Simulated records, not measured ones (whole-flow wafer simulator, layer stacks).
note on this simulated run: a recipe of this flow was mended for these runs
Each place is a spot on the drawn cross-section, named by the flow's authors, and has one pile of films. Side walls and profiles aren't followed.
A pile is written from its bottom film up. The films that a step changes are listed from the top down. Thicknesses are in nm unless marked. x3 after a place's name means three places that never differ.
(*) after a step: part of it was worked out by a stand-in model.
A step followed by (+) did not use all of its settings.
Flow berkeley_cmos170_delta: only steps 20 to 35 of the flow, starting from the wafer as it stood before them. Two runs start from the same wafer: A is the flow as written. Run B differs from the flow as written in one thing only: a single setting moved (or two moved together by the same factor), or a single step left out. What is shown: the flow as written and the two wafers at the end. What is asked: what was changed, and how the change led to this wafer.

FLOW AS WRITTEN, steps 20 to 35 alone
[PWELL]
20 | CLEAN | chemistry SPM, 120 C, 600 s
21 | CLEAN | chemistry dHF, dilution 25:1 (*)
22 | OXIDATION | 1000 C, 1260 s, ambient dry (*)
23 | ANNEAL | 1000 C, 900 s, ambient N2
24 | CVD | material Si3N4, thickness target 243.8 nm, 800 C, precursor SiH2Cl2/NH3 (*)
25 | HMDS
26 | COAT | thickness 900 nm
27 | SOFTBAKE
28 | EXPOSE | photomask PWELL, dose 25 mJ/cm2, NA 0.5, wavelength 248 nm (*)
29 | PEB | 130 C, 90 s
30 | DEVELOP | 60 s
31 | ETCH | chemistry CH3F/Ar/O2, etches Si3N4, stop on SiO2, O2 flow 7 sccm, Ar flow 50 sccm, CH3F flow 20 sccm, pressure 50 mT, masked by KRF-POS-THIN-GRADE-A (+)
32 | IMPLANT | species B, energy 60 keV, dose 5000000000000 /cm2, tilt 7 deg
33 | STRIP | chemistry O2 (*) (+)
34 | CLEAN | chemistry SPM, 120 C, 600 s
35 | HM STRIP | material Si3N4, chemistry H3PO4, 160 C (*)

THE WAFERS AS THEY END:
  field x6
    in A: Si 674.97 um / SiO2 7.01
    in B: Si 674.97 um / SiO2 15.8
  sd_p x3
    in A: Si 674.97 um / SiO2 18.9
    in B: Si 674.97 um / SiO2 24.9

What caused this: step 35, HM STRIP: 149 C was run, though the flow has 160 C.

Step by step, how the change led to this:
  35 | HM STRIP | material Si3N4, chemistry H3PO4, 160 C (*)
      field x6: A SiO2 loses 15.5 | B SiO2 loses 6.71
      sd_p x3: A Si3N4 loses 243.8 (all of it), SiO2 loses 7.62 | B Si3N4 loses 243.8 (all of it), SiO2 loses 1.66
